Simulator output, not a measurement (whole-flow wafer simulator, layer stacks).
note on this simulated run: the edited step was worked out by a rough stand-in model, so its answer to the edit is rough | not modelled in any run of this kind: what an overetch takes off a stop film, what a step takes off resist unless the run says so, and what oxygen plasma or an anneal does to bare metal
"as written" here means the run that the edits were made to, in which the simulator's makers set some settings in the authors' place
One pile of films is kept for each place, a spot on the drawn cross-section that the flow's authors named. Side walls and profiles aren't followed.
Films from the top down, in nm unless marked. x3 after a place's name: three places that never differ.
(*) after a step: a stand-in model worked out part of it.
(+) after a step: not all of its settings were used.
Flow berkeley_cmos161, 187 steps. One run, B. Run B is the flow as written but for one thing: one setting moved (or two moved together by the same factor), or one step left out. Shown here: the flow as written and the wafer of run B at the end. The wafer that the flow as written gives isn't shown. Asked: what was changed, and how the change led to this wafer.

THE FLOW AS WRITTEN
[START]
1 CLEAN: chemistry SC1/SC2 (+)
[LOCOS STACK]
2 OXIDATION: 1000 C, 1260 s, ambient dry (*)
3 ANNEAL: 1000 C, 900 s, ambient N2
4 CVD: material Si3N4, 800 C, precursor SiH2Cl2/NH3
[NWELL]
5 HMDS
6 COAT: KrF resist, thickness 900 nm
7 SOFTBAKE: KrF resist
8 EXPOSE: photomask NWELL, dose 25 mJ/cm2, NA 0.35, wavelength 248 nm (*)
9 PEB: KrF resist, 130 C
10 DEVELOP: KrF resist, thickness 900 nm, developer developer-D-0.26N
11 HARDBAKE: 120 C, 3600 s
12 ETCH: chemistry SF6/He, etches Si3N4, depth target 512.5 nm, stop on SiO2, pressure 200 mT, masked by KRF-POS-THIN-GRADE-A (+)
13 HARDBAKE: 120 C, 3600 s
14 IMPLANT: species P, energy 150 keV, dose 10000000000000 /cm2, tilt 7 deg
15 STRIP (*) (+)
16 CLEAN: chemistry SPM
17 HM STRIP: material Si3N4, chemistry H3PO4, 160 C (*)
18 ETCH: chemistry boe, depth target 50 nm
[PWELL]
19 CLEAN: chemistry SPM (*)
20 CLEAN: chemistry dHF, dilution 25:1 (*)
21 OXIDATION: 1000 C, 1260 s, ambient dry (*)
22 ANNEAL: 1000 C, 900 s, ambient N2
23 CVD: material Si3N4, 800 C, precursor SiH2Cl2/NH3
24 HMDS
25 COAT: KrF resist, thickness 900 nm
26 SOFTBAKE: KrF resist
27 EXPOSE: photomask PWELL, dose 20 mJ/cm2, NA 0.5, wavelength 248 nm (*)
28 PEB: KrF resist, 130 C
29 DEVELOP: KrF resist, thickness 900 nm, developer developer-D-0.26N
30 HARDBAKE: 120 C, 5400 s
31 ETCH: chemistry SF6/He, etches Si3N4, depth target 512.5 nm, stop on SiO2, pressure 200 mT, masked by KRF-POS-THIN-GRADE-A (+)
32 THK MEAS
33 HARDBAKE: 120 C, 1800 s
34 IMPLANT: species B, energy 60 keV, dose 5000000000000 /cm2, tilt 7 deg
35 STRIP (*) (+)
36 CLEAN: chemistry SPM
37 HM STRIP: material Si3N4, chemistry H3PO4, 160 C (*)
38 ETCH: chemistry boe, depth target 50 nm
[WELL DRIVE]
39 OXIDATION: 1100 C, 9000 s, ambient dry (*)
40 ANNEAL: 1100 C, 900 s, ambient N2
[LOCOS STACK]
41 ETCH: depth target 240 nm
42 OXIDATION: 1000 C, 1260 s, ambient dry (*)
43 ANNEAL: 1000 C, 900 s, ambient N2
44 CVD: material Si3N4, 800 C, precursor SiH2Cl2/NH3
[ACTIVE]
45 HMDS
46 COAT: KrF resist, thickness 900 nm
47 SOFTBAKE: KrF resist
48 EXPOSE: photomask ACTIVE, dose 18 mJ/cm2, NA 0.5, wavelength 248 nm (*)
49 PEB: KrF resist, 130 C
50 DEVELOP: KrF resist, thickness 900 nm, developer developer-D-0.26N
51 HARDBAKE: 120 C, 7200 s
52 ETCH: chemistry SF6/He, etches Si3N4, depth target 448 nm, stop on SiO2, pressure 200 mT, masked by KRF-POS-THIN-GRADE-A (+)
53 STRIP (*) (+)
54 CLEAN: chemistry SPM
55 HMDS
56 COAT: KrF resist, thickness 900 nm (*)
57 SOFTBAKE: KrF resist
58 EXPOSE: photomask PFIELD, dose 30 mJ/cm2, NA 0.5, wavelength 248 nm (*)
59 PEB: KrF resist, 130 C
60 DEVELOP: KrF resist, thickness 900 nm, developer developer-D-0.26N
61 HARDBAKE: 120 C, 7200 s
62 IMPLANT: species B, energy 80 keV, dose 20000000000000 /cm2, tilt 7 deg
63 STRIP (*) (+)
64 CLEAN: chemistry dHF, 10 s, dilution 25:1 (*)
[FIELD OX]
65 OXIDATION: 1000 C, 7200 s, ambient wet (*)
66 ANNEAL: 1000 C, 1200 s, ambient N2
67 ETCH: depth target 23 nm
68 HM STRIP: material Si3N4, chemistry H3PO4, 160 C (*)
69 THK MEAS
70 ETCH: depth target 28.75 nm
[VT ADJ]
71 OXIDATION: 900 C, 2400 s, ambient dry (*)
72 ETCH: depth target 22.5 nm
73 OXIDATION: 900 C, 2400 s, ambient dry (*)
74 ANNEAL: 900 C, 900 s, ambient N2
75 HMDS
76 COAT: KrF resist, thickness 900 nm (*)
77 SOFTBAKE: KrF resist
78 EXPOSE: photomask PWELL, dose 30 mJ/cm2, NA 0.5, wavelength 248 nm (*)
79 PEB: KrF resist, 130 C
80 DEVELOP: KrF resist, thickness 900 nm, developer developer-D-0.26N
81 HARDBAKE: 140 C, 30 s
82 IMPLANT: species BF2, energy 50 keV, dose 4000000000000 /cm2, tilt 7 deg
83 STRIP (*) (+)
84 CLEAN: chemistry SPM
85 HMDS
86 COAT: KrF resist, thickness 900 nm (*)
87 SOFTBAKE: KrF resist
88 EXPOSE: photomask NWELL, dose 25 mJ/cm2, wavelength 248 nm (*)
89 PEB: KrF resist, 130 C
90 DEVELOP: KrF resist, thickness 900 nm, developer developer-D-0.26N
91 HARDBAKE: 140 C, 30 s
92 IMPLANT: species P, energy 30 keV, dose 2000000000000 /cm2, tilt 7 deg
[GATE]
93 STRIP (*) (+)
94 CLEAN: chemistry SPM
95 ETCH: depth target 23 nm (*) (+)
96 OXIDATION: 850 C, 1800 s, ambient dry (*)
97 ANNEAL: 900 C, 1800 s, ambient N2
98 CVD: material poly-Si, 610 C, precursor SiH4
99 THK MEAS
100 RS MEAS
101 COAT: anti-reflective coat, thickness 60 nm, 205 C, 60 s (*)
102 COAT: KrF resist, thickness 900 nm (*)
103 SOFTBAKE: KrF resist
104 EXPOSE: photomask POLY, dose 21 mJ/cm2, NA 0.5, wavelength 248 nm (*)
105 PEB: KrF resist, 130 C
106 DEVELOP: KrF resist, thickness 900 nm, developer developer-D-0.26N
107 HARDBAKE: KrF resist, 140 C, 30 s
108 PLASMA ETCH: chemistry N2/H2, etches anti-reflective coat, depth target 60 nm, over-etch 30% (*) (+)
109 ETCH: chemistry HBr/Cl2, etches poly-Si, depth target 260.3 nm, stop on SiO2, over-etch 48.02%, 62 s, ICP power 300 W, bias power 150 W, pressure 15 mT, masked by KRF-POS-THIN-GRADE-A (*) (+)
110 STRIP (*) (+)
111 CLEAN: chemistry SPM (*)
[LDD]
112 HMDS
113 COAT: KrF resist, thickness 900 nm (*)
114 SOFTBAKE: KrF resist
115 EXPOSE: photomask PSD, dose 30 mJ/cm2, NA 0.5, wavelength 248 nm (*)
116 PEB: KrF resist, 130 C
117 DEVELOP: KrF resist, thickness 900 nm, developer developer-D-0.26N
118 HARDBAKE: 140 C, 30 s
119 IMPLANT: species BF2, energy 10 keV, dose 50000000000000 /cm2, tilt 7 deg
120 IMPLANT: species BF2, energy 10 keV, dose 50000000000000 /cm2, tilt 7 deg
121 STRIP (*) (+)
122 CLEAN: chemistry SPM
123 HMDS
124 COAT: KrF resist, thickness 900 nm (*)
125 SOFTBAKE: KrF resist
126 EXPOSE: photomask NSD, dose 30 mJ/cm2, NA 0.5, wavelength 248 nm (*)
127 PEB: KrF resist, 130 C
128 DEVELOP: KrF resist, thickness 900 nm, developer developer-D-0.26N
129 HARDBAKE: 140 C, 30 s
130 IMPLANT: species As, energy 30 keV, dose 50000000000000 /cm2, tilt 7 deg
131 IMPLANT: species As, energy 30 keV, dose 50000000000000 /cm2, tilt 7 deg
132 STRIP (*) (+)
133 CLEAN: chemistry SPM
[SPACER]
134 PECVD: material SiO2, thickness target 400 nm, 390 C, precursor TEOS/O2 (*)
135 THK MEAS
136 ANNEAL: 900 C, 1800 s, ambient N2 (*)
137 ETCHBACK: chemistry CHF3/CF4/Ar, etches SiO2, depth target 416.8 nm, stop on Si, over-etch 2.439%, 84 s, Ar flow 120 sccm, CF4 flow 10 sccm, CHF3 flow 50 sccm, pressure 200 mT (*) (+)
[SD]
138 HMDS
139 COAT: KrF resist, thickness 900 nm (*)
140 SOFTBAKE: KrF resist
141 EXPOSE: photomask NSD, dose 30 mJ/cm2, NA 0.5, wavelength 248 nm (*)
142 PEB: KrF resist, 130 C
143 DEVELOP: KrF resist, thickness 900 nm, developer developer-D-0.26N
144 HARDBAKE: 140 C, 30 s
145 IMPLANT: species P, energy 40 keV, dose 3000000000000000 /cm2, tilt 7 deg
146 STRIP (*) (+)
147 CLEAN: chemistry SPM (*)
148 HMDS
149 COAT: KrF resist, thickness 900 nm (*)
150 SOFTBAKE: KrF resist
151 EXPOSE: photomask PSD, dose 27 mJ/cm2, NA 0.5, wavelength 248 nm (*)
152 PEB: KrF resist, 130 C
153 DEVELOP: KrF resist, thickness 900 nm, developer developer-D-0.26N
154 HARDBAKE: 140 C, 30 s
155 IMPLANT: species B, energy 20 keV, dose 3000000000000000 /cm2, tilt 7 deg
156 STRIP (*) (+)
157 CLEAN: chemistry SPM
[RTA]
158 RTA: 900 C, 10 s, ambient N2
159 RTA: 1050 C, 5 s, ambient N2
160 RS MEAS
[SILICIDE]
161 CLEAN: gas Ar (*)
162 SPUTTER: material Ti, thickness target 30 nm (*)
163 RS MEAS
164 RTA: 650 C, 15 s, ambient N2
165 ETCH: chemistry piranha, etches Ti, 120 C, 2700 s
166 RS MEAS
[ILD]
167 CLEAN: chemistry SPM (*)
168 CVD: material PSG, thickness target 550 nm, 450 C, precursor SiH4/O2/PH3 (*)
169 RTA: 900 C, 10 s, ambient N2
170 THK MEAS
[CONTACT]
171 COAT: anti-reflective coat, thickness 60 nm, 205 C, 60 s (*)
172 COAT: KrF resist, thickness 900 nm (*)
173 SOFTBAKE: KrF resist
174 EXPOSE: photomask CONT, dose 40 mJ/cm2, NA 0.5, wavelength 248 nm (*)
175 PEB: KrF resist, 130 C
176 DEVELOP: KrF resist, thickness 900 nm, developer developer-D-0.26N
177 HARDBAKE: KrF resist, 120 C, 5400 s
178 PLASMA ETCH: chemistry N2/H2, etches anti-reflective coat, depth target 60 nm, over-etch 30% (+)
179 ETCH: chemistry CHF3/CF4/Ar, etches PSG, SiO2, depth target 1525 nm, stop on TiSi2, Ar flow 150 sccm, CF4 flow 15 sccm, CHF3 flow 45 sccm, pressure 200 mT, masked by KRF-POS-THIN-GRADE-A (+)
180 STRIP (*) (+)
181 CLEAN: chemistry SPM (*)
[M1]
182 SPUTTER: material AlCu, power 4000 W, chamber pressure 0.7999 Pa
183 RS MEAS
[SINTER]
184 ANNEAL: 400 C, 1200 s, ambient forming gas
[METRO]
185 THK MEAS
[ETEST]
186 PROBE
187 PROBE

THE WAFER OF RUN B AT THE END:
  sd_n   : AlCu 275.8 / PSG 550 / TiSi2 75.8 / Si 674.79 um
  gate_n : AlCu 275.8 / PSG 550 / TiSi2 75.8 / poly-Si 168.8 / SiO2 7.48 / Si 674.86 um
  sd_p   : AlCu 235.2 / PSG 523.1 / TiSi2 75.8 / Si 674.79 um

The cause: step 162, SPUTTER: thickness target 45 nm was run, where the flow has thickness target 30 nm.

How the change led to this, step by step:
  162 SPUTTER: material Ti, thickness target 30 nm (*)
      field, sd_n, spacer_n and 6 more: Ti +45 (new film) (as written it would be: Ti +30 (new film))
  164 RTA: 650 C, 15 s, ambient N2
      sd_n, sd_p, contact, m1: Ti -32.8, TiSi first +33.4 (new film), TiSi2 C49 +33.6 (new film), Si -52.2 (as written it would be: Ti -23.4, TiSi first +6.2 (new film), TiSi2 C49 +50.3 (new film), Si -49)
      gate_n, gate_p: Ti -32.8, TiSi first +33.4 (new film), TiSi2 C49 +33.6 (new film), poly-Si -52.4 (as written it would be: Ti -23.4, TiSi first +6.2 (new film), TiSi2 C49 +50.3 (new film), poly-Si -49.2)
  165 ETCH: chemistry piranha, etches Ti, 120 C, 2700 s
      sd_n, gate_n, sd_p, gate_p, contact, m1: Ti -12.2 (all of it), TiSi first -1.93 (as written it would be: Ti -6.6 (all of it), TiSi first -1.93)
      field, spacer_n, spacer_p: Ti -45 (all of it) (as written it would be: Ti -30 (all of it))
  169 RTA: 900 C, 10 s, ambient N2
      sd_n, sd_p, contact, m1: under 1 film: TiSi2 +75.8 (new film), TiSi first -31.5 (all of it), TiSi2 C49 -33.6 (all of it), Si -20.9 (as written it would be: under 1 film: TiSi2 +53.3 (new film), TiSi first -4.27 (all of it), TiSi2 C49 -50.3 (all of it), Si -2.83)
      gate_n, gate_p: under 1 film: TiSi2 +75.8 (new film), TiSi first -31.5 (all of it), TiSi2 C49 -33.6 (all of it), poly-Si -21 (as written it would be: under 1 film: TiSi2 +53.3 (new film), TiSi first -4.27 (all of it), TiSi2 C49 -50.3 (all of it), poly-Si -2.85)
